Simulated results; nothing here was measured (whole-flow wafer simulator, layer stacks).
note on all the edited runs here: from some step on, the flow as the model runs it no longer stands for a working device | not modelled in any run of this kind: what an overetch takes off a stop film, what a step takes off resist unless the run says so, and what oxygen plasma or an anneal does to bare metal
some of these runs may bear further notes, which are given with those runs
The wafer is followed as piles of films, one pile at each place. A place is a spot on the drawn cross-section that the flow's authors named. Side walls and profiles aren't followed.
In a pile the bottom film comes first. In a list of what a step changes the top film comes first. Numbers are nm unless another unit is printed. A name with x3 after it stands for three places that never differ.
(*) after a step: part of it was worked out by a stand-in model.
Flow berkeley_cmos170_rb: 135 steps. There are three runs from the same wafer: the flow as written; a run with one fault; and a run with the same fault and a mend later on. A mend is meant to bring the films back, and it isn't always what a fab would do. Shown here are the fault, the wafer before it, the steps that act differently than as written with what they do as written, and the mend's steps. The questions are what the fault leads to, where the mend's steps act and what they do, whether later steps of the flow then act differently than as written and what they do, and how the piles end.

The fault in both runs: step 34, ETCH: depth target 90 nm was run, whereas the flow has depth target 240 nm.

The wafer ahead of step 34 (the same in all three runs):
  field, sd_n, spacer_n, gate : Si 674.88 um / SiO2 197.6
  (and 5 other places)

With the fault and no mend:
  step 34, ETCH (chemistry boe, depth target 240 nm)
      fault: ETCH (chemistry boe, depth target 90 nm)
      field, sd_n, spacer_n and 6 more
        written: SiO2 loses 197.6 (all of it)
        fault: SiO2 loses 90
  Later steps of the flow acting differently than as written (not shown: 17 more steps that differ only slightly, by at most 2% or 0.5 nm, whichever is larger):
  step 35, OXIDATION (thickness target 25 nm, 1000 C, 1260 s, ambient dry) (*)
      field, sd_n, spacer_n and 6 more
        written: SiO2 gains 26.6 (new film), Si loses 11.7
        fault: SiO2 gains 11.4, Si loses 5.04
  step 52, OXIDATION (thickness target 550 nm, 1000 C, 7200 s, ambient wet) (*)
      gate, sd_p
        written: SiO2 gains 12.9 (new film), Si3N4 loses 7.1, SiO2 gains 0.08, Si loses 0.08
        fault: SiO2 gains 12.9 (new film), Si3N4 loses 7.1
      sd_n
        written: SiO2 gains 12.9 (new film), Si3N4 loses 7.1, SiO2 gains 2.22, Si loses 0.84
        fault: SiO2 gains 12.9 (new film), Si3N4 loses 7.1
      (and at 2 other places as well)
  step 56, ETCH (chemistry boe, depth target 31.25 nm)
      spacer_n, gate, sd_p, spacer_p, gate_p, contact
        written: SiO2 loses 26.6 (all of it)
        fault: SiO2 loses 31.2
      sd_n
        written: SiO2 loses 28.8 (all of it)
        fault: SiO2 loses 31.2
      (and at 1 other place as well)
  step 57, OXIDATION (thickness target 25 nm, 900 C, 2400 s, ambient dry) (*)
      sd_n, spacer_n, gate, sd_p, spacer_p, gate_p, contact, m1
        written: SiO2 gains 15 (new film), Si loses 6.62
        fault: SiO2 gains 7, Si loses 3.08
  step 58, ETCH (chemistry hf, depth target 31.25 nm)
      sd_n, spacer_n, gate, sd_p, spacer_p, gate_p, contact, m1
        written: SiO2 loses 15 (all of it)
        fault: SiO2 loses 31.3
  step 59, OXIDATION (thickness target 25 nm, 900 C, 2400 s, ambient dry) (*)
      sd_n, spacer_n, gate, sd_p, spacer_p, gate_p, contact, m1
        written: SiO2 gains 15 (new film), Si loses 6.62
        fault: SiO2 gains 6.82, Si loses 3
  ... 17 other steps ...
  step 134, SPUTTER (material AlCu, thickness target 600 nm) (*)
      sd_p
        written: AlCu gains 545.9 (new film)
        fault: AlCu gains 524.7 (new film)
  The piles end different from the flow's at field, sd_n, spacer_n and 6 more by more than 2% or 0.5 nm, whichever is larger.
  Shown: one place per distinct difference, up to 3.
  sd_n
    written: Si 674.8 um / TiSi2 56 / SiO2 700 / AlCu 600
    fault: Si 674.87 um / SiO2 713.9 / AlCu 600
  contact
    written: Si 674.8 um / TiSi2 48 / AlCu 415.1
    fault: Si 674.85 um / AlCu 409.9
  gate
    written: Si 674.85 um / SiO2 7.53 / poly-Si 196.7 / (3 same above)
    fault: Si 674.87 um / SiO2 42.3 / poly-Si 196.7 / (3 same above)

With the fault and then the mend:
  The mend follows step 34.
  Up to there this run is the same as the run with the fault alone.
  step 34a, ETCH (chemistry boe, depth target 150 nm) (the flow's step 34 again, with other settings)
      field, sd_n, spacer_n and 6 more
        SiO2 loses 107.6 (all of it)
  None of the later steps of the flow acts differently than as written at any place that is followed.
  The piles end the same as the flow's at every place that both follow.
